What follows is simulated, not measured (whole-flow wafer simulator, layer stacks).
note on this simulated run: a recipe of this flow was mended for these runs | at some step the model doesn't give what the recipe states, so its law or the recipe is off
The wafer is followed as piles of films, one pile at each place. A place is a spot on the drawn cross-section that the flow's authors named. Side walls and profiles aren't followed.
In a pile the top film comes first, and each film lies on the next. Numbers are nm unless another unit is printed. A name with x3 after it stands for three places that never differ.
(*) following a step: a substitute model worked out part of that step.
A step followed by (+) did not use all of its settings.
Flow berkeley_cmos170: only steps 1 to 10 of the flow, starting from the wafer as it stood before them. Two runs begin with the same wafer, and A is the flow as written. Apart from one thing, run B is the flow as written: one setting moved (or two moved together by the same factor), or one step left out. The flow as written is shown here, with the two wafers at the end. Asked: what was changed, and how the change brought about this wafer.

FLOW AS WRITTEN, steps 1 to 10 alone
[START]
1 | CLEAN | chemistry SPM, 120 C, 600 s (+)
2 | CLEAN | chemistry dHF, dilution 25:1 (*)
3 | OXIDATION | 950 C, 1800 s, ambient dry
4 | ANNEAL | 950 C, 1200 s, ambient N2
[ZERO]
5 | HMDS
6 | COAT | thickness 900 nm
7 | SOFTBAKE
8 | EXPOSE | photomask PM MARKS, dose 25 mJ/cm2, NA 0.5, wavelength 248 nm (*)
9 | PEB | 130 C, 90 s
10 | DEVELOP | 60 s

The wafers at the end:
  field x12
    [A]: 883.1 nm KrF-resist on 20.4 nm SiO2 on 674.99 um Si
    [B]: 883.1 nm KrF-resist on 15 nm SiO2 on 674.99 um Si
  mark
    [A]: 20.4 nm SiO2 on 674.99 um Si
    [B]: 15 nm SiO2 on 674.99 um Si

The reason: step 3, OXIDATION: 919 C was run, while the flow as written has 950 C.

The path from the change to this, step by step:
  3 | OXIDATION | 950 C, 1800 s, ambient dry
      field x12, mark: A SiO2 gains 20.4 (new film), Si loses 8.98 | B SiO2 gains 15 (new film), Si loses 6.58
